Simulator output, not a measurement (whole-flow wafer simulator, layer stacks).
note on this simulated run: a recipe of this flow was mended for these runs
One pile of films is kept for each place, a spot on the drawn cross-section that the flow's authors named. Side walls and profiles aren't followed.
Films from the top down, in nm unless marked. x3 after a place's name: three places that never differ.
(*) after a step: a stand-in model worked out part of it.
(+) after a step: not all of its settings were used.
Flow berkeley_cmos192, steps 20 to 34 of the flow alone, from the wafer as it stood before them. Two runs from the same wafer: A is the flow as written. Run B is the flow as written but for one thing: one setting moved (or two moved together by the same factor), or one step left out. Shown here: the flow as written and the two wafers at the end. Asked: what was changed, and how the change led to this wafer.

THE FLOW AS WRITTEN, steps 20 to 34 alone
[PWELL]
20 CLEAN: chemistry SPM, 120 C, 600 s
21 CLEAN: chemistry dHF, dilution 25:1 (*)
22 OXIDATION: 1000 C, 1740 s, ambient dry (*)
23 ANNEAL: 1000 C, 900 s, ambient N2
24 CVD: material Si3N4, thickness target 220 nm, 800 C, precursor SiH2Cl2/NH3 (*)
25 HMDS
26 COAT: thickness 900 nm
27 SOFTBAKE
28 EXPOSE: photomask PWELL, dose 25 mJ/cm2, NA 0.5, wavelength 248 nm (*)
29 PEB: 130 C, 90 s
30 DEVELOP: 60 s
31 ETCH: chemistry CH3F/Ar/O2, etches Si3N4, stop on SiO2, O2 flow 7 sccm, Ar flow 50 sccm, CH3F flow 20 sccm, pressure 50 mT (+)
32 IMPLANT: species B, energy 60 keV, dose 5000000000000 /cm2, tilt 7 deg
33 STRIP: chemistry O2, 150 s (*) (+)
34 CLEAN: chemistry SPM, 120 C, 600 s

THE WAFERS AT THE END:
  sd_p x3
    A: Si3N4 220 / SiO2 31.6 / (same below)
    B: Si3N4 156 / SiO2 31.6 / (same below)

The cause: step 24, CVD: thickness target 156 nm was run, where the flow has thickness target 220 nm.
It can be read off the wafer: sd_p x3 has Si3N4 156, and step 24 as written asks for 220 nm.

How the change led to this, step by step:
  24 CVD: material Si3N4, thickness target 220 nm, 800 C, precursor SiH2Cl2/NH3 (*)
      field x6, sd_p x3: A Si3N4 +220 (new film) | B Si3N4 +156 (new film)
  31 ETCH: chemistry CH3F/Ar/O2, etches Si3N4, stop on SiO2, O2 flow 7 sccm, Ar flow 50 sccm, CH3F flow 20 sccm, pressure 50 mT (+)
      field x6: A Si3N4 -220 (all of it), SiO2 -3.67 | B Si3N4 -156 (all of it), SiO2 -3.67
      sd_p x3: A KrF-resist -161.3 | B KrF-resist -118.7
  33 STRIP: chemistry O2, 150 s (*) (+)
      sd_p x3: A KrF-resist -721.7 (all of it) | B KrF-resist -764.4 (all of it)
